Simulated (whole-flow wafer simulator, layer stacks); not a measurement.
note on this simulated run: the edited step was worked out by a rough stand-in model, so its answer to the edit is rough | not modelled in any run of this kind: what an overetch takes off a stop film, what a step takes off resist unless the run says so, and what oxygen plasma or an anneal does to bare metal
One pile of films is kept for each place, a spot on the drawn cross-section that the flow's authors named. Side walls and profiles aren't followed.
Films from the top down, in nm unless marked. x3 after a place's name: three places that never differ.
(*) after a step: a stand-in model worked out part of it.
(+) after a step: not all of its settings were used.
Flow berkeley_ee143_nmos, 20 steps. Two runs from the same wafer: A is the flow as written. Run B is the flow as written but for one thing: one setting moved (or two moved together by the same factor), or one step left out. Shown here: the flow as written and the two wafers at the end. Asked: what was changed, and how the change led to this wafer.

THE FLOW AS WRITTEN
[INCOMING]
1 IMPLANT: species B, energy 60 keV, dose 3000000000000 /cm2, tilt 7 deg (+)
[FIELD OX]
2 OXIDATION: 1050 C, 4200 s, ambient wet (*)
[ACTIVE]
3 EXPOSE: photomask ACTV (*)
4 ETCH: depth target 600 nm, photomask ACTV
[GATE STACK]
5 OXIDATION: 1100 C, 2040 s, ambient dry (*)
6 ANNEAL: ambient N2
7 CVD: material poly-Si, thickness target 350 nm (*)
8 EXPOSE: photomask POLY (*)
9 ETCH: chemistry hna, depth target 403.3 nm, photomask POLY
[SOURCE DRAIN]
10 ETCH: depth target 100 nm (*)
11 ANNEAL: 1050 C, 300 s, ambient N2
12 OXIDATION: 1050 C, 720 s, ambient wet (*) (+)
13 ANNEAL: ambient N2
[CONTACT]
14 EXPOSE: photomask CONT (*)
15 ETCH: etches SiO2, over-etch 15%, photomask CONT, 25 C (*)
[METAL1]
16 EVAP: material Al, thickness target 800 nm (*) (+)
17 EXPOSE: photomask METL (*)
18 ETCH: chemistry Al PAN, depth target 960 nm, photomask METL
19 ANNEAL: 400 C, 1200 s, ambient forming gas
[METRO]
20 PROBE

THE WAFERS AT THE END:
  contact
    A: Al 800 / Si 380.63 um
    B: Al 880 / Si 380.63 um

The cause: step 16, EVAP: thickness target 880 nm was run, where the flow has thickness target 800 nm.
It can be read off the wafer: contact has Al 880, and step 16 as written asks for 800 nm.

How the change led to this, step by step:
  16 EVAP: material Al, thickness target 800 nm (*) (+)
      gate, sd, contact, field: A Al +800 (new film) | B Al +880 (new film)
  18 ETCH: chemistry Al PAN, depth target 960 nm, photomask METL
      gate, sd, field: A Al -800 (all of it) | B Al -880 (all of it)
